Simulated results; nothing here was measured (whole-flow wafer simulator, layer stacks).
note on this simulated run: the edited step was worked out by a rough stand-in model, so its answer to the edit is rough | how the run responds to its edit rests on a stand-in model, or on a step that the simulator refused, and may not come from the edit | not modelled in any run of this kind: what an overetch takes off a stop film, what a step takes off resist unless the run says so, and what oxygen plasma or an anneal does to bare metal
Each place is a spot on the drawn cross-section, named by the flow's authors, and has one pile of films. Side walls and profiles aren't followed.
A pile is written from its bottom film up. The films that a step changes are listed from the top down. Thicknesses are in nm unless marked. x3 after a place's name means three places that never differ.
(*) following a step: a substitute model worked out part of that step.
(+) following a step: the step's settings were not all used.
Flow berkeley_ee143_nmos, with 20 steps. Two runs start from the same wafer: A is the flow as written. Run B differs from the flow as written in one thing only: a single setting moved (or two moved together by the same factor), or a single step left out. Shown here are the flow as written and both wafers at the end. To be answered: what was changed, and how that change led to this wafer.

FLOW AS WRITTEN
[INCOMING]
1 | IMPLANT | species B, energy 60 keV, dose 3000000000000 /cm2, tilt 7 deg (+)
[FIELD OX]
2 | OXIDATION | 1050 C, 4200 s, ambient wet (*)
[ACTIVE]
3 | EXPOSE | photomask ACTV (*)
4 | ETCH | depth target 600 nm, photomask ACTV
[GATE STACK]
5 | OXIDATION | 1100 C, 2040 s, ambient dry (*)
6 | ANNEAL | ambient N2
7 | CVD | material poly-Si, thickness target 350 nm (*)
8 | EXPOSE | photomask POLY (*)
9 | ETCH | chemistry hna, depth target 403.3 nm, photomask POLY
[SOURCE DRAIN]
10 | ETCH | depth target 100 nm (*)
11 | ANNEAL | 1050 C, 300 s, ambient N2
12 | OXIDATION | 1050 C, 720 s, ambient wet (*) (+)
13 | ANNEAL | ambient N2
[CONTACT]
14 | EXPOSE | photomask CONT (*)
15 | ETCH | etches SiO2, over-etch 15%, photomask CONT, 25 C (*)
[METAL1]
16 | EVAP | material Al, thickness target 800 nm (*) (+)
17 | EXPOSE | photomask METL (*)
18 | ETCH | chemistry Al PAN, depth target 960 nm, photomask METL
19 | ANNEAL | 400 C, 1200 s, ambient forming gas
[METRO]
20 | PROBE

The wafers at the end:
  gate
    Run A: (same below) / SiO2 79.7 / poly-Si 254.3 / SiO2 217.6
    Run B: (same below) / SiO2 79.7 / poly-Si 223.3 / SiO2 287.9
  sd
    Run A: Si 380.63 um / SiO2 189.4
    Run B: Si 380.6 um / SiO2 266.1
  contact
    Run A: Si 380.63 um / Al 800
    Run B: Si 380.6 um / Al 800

Cause: step 12, OXIDATION: 1102 C was run, while the flow as written has 1050 C.

The path from the change to this, step by step:
  12 | OXIDATION | 1050 C, 720 s, ambient wet (*) (+)
      sd, contact: A +189.4 SiO2 (new film), -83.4 Si | B +266.1 SiO2 (new film), -117.1 Si
      gate: A +217.6 SiO2 (new film), -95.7 poly-Si | B +287.9 SiO2 (new film), -126.7 poly-Si
      (as well as at 1 more place)
  15 | ETCH | etches SiO2, over-etch 15%, photomask CONT, 25 C (*)
      contact: A -189.4 SiO2 (all of it) | B -266.1 SiO2 (all of it)
